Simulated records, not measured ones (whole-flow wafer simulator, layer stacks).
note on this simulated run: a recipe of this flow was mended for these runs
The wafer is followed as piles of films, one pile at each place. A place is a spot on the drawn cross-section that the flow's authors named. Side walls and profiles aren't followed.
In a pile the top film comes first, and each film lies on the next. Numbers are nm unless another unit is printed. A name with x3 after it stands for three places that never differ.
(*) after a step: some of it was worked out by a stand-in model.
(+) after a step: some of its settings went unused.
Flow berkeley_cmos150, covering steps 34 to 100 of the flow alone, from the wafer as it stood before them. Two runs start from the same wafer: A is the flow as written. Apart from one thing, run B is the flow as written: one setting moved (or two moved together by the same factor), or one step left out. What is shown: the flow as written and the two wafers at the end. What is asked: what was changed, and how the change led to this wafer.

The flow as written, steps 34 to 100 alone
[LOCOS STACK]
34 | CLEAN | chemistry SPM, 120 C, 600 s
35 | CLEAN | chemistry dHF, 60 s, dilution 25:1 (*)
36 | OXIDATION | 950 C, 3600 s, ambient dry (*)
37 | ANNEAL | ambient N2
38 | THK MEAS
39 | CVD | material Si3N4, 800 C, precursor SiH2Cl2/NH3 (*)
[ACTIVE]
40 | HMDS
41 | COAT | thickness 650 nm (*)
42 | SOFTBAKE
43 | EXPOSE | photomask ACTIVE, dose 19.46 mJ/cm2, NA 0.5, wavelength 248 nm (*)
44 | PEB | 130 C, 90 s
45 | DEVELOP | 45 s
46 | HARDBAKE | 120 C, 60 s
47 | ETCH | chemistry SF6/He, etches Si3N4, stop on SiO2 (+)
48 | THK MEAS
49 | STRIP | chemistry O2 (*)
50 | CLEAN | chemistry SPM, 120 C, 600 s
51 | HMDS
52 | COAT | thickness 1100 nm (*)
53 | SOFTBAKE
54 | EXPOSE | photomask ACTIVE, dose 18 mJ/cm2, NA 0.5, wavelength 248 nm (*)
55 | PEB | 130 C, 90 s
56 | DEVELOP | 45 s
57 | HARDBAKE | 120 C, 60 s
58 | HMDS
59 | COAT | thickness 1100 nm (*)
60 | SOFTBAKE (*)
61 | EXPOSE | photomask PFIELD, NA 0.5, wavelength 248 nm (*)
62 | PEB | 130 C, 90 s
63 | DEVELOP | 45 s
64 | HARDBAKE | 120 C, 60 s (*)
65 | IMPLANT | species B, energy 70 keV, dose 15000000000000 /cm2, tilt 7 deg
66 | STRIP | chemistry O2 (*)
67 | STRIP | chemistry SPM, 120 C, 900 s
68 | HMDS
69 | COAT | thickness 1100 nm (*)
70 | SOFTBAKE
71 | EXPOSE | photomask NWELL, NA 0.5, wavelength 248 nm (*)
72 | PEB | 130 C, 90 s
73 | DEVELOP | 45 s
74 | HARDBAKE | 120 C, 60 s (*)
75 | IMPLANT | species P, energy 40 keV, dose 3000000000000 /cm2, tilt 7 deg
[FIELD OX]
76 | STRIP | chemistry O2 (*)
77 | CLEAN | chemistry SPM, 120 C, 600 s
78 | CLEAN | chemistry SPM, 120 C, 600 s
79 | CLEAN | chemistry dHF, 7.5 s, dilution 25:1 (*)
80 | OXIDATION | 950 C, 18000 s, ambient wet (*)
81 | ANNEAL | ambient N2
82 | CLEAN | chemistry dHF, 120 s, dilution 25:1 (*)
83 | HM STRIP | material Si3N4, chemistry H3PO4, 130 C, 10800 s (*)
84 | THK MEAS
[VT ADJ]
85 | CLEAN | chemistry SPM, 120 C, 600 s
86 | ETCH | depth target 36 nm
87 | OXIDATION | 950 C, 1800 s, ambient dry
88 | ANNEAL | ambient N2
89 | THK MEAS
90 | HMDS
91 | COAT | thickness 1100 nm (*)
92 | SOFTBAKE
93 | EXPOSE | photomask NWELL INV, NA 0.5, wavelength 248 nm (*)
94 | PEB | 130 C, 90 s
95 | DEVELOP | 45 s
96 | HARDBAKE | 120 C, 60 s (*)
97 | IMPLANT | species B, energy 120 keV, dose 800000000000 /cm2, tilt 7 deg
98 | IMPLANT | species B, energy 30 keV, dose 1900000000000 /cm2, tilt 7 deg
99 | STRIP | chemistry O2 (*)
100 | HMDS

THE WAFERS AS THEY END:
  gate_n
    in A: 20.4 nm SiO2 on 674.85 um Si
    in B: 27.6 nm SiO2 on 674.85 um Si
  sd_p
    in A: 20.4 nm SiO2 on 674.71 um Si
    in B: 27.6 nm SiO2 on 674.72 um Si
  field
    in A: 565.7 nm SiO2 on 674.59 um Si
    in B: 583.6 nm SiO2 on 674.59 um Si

What caused this: step 86, ETCH: depth target 18 nm was run, while the flow as written has depth target 36 nm.

Step by step, how the change led to this:
  86 | ETCH | depth target 36 nm
      gate_n, sd_p, gate_p, contact, m1: A SiO2 loses 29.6 (all of it) | B SiO2 loses 18
      field, field_p, sd_n: A SiO2 loses 36 | B SiO2 loses 18
  87 | OXIDATION | 950 C, 1800 s, ambient dry
      gate_n, sd_p, gate_p, m1: A SiO2 gains 20.4 (new film), Si loses 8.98 | B SiO2 gains 16, Si loses 7.06
      contact: A SiO2 gains 20.4 (new film), Si loses 8.98 | B SiO2 gains 16, Si loses 7.05
      (as well as at 1 more place)
